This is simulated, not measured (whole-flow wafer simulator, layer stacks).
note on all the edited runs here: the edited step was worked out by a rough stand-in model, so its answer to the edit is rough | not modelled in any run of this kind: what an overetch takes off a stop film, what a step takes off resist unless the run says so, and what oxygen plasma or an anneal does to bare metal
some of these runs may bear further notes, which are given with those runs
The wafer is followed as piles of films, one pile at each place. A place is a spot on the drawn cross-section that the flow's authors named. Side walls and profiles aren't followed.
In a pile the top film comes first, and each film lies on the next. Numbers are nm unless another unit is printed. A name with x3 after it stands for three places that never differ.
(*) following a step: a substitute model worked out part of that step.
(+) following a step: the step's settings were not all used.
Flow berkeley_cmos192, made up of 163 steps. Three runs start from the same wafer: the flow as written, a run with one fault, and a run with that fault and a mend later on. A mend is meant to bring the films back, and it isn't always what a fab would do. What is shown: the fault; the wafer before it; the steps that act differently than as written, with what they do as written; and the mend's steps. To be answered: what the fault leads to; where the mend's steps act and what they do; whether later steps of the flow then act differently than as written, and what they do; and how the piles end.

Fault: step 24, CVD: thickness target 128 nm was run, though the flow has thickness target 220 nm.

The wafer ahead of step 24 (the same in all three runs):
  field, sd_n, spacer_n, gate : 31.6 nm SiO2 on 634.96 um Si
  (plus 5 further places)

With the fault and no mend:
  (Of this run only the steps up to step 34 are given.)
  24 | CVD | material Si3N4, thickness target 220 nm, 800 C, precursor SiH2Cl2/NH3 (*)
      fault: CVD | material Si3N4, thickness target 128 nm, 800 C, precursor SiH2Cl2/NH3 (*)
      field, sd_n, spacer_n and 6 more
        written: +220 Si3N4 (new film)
        fault: +128 Si3N4 (new film)
  Steps later in the flow that act otherwise than as written:
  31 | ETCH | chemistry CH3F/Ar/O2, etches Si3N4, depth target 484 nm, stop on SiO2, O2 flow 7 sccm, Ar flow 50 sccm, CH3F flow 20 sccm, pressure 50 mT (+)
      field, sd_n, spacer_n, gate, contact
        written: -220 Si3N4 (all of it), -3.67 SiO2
        fault: -128 Si3N4 (all of it), -3.67 SiO2
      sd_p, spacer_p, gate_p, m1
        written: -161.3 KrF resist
        fault: -100 KrF resist
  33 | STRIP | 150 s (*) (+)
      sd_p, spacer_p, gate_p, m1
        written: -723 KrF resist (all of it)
        fault: -784.4 KrF resist (all of it)
  After step 34, at sd_p, spacer_p, gate_p, m1, the piles differ from the flow's by more than 2% or 0.5 nm, whichever is larger.
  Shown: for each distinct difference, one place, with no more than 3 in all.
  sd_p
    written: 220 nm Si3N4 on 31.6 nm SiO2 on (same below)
    fault: 128 nm Si3N4 on 31.6 nm SiO2 on (same below)

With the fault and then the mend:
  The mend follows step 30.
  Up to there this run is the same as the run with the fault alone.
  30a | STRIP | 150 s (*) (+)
      sd_p, spacer_p, gate_p, m1
        -884.4 KrF resist (all of it)
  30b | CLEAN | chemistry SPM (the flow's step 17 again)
      leaves every film unchanged at each place that is followed
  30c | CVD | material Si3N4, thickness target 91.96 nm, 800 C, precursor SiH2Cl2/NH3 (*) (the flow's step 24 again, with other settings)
      field, sd_n, spacer_n and 6 more
        +92 Si3N4
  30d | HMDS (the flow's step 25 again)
      leaves every film unchanged at each place that is followed
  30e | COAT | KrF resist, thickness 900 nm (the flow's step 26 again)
      field, sd_n, spacer_n and 6 more
        +900 KrF resist (new film)
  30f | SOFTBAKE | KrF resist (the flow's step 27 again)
      leaves every film unchanged at each place that is followed
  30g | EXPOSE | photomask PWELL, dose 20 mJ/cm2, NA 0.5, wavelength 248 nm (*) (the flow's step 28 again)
      leaves every film unchanged at each place that is followed
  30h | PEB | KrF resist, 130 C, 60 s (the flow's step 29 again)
      field, sd_n, spacer_n and 6 more
        -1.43 KrF resist
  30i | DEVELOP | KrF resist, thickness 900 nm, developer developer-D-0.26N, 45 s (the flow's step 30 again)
      field, sd_n, spacer_n, gate, contact
        -898.6 KrF resist (all of it)
      sd_p, spacer_p, gate_p, m1
        -14.2 KrF resist
  None of the later steps of the flow differs from how it acts as written, at any place that is followed, by more than 2% or 0.5 nm, whichever is larger.
  By the end, the piles equal the flow's at every place that both follow.
